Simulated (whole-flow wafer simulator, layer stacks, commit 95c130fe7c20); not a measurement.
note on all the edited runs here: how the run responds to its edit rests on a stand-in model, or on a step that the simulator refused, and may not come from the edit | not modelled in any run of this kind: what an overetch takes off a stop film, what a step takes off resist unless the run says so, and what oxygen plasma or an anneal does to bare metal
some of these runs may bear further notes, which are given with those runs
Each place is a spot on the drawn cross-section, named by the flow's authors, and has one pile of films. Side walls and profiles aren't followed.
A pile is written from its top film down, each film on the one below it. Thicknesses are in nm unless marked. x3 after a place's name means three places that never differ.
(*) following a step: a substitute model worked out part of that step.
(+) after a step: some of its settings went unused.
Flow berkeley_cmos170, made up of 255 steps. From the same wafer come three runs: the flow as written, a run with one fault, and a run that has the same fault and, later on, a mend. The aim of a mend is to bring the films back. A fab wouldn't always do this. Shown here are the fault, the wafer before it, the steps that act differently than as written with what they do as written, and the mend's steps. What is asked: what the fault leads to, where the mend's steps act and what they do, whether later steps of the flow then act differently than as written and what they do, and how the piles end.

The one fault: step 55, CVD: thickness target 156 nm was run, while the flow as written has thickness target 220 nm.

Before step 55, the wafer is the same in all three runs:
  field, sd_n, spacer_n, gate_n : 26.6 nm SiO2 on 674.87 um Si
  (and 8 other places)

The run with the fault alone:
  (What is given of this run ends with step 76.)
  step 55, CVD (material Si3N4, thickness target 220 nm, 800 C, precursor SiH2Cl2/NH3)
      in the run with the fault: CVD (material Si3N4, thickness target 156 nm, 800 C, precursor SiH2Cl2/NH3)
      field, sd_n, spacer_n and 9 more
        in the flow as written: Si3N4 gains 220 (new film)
        in the run with the fault: Si3N4 gains 156 (new film)
  Steps further on in the flow that do not act as written (3 other steps are not shown; they differ only slightly, by no more than 2% or 0.5 nm, whichever is larger):
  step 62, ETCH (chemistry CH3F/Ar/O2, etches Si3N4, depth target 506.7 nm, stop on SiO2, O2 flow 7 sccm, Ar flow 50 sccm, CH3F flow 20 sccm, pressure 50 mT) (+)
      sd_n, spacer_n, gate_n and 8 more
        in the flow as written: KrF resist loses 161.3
        in the run with the fault: KrF resist loses 118.7
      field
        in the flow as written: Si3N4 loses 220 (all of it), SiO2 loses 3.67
        in the run with the fault: Si3N4 loses 156 (all of it), SiO2 loses 3.67
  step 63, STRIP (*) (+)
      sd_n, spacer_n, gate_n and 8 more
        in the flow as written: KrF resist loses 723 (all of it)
        in the run with the fault: KrF resist loses 765.7 (all of it)
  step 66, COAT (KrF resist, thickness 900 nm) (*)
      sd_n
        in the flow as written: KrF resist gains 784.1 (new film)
        in the run with the fault: KrF resist gains 816 (new film)
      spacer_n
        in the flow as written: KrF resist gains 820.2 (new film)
        in the run with the fault: KrF resist gains 842.2 (new film)
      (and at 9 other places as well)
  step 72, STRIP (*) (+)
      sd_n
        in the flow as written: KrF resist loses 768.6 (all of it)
        in the run with the fault: KrF resist loses 800.5 (all of it)
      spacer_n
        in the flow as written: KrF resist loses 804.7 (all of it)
        in the run with the fault: KrF resist loses 826.7 (all of it)
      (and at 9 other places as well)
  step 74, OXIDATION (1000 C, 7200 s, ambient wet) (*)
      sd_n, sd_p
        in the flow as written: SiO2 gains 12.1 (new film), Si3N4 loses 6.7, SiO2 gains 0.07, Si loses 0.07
        in the run with the fault: SiO2 gains 12.1 (new film), Si3N4 loses 6.7, SiO2 gains 1.3, Si loses 0.57
  After step 76, at sd_n, spacer_n, gate_n and 8 more, the piles differ from the flow's by more than 2% or 0.5 nm, whichever is larger.
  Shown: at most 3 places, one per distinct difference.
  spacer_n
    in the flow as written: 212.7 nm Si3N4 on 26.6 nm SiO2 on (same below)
    in the run with the fault: 148.7 nm Si3N4 on 26.6 nm SiO2 on (same below)
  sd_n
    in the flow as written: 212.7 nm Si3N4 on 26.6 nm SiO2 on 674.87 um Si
    in the run with the fault: 148.7 nm Si3N4 on 27.8 nm SiO2 on 674.87 um Si

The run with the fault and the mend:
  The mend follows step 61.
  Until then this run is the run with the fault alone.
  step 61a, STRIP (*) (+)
      sd_n, spacer_n, gate_n and 8 more
        KrF resist loses 884.4 (all of it)
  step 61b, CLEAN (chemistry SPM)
      does not change any film at any place that is followed
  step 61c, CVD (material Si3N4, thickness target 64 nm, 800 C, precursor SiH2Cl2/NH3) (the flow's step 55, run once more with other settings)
      field, sd_n, spacer_n and 9 more
        Si3N4 gains 64
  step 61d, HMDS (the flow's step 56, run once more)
      does not change any film at any place that is followed
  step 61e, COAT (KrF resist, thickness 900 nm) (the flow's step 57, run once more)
      field, sd_n, spacer_n and 9 more
        KrF resist gains 900 (new film)
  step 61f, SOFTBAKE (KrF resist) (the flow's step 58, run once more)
      does not change any film at any place that is followed
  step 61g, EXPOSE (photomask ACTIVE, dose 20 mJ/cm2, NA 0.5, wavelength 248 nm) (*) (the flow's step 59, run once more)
      does not change any film at any place that is followed
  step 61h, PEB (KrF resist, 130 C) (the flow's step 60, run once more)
      field, sd_n, spacer_n and 9 more
        KrF resist loses 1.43
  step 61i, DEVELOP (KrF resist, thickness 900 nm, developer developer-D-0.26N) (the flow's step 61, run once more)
      sd_n, spacer_n, gate_n and 8 more
        KrF resist loses 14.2
      field
        KrF resist loses 898.6 (all of it)
  Later steps of the flow that are run all act as written at every place that is followed.
  At every place that both follow, the piles at the end match the flow's.
